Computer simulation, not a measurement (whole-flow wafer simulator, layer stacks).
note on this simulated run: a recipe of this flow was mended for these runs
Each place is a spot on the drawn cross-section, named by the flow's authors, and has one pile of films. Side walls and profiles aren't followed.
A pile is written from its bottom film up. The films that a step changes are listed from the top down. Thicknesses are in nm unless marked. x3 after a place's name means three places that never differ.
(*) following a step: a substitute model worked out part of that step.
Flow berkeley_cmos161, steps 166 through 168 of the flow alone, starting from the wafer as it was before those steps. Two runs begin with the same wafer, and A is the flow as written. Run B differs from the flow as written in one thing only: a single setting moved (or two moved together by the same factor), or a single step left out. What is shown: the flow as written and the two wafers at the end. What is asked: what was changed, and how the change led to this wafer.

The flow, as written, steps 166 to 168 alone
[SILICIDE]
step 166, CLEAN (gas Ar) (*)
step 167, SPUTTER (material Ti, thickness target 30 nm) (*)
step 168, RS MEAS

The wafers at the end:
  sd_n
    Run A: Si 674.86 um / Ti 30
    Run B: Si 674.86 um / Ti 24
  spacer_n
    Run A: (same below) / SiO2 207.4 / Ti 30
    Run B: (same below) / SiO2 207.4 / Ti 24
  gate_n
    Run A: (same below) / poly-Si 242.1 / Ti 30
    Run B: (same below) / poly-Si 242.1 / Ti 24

Cause: step 167, SPUTTER: thickness target 24 nm was run, though the flow has thickness target 30 nm.
The wafer itself shows it: sd_n has Ti 24, and step 167 as written asks for 30 nm.

How this came from the change, step by step:
  step 167, SPUTTER (material Ti, thickness target 30 nm) (*)
      field, sd_n, spacer_n, gate_n, sd_p, spacer_p, gate_p, contact x2: A +30 Ti (new film) | B +24 Ti (new film)
